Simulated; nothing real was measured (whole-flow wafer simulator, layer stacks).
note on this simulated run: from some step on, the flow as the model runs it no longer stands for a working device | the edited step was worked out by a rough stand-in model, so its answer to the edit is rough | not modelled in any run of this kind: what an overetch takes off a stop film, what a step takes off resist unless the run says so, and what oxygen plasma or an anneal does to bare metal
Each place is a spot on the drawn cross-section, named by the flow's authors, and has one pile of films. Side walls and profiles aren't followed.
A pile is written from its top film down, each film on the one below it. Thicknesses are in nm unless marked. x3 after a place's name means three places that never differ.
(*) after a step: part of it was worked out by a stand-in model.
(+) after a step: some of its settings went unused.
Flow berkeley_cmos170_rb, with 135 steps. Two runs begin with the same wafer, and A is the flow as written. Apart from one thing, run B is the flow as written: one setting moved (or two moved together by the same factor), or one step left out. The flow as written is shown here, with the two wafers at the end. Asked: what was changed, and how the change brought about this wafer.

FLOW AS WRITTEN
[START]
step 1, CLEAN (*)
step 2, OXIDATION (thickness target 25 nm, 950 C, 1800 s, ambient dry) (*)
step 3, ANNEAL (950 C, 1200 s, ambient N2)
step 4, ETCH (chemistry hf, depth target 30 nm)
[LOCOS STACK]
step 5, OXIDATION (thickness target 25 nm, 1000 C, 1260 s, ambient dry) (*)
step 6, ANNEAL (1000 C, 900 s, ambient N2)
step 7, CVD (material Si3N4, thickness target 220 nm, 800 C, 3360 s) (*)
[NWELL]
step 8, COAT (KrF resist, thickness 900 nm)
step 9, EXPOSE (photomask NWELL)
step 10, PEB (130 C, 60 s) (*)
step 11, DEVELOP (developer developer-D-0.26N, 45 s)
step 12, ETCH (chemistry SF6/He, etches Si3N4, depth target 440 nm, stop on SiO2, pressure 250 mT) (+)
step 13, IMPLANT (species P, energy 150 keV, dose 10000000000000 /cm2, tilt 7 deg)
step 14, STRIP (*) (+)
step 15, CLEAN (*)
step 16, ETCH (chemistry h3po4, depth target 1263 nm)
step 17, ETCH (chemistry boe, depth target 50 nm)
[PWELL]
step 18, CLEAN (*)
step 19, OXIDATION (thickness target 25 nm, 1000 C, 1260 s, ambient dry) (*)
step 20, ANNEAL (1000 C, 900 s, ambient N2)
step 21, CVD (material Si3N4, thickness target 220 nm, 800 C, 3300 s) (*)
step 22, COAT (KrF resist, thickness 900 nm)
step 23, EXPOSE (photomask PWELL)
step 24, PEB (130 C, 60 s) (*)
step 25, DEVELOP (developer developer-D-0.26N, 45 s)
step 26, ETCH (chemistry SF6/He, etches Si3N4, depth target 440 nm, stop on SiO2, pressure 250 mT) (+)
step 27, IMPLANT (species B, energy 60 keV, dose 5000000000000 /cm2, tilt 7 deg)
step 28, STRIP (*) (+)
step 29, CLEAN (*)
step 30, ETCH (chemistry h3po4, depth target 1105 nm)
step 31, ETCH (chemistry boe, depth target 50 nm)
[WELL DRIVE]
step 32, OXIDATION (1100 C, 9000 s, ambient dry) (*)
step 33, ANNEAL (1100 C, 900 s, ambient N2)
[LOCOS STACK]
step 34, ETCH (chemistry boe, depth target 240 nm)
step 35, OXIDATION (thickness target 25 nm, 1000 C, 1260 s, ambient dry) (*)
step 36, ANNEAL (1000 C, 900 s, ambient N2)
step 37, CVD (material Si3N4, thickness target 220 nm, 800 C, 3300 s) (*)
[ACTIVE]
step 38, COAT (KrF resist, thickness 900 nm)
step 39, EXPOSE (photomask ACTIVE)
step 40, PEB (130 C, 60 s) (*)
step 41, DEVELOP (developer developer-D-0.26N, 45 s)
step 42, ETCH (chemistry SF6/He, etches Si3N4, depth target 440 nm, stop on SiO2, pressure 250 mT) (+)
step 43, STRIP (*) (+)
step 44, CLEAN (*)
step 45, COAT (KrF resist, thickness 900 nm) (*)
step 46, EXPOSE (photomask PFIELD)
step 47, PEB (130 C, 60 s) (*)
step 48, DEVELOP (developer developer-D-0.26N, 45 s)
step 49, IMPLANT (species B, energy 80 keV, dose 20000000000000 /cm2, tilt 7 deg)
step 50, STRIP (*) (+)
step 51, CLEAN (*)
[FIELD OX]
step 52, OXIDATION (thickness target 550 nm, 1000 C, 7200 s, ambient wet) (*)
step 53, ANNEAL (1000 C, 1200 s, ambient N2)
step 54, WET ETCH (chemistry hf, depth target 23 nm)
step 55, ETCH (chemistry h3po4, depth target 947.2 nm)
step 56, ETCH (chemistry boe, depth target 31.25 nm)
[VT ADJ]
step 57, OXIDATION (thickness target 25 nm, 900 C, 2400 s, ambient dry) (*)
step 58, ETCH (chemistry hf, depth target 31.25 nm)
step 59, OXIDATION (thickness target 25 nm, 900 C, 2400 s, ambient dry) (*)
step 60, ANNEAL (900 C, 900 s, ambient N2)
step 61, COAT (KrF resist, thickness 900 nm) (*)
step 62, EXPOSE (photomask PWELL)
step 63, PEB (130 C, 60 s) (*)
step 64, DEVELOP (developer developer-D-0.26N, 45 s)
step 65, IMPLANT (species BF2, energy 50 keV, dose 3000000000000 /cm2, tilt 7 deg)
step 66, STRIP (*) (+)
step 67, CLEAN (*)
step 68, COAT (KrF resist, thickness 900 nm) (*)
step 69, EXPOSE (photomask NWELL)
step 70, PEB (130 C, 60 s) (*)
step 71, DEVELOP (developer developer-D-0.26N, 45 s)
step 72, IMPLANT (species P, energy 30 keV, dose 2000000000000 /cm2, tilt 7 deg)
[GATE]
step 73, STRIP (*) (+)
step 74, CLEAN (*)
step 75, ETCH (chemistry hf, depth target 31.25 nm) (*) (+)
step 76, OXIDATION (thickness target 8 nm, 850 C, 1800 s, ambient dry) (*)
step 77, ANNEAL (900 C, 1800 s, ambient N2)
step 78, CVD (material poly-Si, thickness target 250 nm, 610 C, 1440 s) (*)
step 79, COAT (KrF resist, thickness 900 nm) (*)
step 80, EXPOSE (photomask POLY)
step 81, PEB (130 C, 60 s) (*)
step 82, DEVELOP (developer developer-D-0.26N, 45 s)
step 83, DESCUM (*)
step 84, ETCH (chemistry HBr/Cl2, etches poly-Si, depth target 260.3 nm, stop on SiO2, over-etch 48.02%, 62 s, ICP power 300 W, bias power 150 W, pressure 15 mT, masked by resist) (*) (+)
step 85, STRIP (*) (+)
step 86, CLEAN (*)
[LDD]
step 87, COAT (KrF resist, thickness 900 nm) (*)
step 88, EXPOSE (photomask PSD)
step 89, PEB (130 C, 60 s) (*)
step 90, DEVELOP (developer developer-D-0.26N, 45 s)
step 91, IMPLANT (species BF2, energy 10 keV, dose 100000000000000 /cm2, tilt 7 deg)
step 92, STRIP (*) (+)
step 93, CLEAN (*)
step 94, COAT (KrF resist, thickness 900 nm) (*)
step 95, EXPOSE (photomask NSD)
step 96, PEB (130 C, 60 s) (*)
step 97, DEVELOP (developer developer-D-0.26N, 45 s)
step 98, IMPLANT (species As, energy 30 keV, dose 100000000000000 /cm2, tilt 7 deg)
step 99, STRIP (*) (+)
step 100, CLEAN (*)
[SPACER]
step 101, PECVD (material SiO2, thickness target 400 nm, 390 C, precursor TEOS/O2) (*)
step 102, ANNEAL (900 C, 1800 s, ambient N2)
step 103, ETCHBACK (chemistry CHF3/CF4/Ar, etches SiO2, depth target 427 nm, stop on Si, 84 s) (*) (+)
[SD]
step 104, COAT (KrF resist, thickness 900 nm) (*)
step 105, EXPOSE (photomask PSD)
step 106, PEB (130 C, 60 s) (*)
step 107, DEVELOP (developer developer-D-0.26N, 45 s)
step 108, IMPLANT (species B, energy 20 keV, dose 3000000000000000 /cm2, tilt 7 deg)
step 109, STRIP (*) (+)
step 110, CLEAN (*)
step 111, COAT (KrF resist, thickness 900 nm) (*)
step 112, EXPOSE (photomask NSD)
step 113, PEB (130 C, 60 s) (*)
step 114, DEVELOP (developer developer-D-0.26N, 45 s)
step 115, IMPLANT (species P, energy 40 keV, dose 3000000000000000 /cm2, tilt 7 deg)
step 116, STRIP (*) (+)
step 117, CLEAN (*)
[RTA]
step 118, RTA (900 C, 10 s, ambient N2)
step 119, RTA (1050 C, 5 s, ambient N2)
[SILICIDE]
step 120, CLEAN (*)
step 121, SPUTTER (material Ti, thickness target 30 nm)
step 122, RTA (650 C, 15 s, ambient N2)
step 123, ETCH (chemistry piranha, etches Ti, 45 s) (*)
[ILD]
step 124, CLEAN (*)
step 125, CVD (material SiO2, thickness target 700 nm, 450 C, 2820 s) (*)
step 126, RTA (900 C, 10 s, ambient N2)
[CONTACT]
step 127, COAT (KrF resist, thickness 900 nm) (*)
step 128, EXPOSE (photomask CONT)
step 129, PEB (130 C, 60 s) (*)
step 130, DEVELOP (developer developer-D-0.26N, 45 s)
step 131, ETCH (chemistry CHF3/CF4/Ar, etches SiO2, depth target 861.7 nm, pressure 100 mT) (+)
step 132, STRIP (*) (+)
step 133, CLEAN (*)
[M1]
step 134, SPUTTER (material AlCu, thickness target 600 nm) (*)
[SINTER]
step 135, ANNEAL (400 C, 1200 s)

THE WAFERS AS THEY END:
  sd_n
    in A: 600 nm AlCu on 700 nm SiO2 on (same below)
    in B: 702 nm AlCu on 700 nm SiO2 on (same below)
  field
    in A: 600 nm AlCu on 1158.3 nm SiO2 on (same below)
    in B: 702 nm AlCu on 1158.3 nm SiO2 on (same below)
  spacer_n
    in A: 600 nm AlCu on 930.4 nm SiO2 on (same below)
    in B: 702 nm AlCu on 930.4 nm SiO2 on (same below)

What caused this: step 134, SPUTTER: thickness target 702 nm was run, though the flow has thickness target 600 nm.
The wafer lets one read it off: sd_n has AlCu 702, and step 134 as written asks for 600 nm.

The path from the change to this, step by step:
  step 134, SPUTTER (material AlCu, thickness target 600 nm) (*)
      field, sd_n, spacer_n, gate, spacer_p, gate_p, m1: A +600 AlCu (new film) | B +702 AlCu (new film)
      sd_p: A +545.9 AlCu (new film) | B +643.8 AlCu (new film)
      (and at 1 other place as well)
